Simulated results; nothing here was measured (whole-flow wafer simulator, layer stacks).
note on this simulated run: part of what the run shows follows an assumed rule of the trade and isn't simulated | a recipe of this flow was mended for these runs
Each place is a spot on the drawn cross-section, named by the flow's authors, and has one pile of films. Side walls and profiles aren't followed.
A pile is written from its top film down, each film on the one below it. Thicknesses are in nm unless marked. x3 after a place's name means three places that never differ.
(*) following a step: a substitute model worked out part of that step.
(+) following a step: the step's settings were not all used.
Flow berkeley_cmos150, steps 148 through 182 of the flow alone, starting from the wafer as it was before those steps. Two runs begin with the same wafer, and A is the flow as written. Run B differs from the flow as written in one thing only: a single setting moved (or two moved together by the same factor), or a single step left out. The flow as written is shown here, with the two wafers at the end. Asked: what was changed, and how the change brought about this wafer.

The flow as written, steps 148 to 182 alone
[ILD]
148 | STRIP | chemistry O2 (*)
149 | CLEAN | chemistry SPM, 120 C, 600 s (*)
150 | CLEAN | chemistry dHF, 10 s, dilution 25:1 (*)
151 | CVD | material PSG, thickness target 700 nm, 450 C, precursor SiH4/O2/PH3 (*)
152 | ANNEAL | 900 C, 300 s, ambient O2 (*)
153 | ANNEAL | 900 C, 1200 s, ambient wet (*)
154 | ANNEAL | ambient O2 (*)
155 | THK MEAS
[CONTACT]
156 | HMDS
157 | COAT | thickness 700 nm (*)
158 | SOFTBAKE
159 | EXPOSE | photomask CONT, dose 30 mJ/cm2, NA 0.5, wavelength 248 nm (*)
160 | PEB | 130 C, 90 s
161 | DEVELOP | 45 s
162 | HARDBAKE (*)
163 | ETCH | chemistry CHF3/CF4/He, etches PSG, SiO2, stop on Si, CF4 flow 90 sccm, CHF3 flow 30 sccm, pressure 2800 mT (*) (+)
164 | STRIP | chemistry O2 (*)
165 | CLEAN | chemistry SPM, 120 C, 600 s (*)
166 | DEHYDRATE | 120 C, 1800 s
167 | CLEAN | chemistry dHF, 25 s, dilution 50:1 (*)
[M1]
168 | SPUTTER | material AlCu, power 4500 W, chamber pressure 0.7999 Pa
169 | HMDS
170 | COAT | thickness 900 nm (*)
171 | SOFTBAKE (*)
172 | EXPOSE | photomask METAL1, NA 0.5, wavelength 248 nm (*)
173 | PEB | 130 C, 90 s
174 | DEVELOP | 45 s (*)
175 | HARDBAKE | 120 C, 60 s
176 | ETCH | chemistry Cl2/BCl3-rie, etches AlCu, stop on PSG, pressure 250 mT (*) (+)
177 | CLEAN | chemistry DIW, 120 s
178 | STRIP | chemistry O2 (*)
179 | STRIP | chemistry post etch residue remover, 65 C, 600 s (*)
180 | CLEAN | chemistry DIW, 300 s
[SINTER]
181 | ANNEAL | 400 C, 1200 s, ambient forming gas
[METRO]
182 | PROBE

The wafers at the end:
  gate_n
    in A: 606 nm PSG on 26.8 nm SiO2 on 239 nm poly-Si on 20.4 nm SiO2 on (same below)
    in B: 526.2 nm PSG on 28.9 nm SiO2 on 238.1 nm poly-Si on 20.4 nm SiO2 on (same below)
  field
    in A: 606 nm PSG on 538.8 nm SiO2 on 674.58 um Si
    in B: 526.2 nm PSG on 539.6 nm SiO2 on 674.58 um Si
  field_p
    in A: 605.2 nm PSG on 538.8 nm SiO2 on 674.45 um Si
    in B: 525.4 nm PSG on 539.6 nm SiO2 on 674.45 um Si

What caused this: step 151, CVD: thickness target 616 nm was run, while the flow as written has thickness target 700 nm.

How this came from the change, step by step:
  151 | CVD | material PSG, thickness target 700 nm, 450 C, precursor SiH4/O2/PH3 (*)
      field, field_p, sd_n, gate_n, gate_p, contact, m1: A +700 PSG (new film) | B +616 PSG (new film)
      sd_p: A +639.5 PSG (new film) | B +564.9 PSG (new film)
  153 | ANNEAL | 900 C, 1200 s, ambient wet (*)
      sd_n, contact, m1: A -35 PSG, +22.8 SiO2, -10 Si | B -30.8 PSG, +24.3 SiO2, -10.7 Si
      field, field_p: A -35 PSG, +16.3 SiO2, -7.15 Si | B -30.8 PSG, +17 SiO2, -7.49 Si
      (also at 3 further places)
  163 | ETCH | chemistry CHF3/CF4/He, etches PSG, SiO2, stop on Si, CF4 flow 90 sccm, CHF3 flow 30 sccm, pressure 2800 mT (*) (+)
      field, field_p, sd_n, gate_n, sd_p, gate_p, m1: A -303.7 KrF-resist | B -275.7 KrF-resist
      contact: A -665 PSG (all of it), -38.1 SiO2 (all of it), -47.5 Si | B -585.2 PSG (all of it), -39.6 SiO2 (all of it), -47.5 Si
  164 | STRIP | chemistry O2 (*)
      field: A -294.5 KrF-resist (all of it) | B -321.7 KrF-resist (all of it)
      field_p: A -397.1 KrF-resist (all of it) | B -423 KrF-resist (all of it)
      (also at 5 further places)
  168 | SPUTTER | material AlCu, power 4500 W, chamber pressure 0.7999 Pa
      contact: A +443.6 AlCu (new film) | B +462.6 AlCu (new film)
  170 | COAT | thickness 900 nm (*)
      contact: A +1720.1 thick-KrF-resist (new film) | B +1646.3 thick-KrF-resist (new film)
  175 | HARDBAKE | 120 C, 60 s
      contact: A -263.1 thick-KrF-resist | B -251.8 thick-KrF-resist
  178 | STRIP | chemistry O2 (*)
      contact: A -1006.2 thick-KrF-resist (all of it) | B -943.8 thick-KrF-resist (all of it)
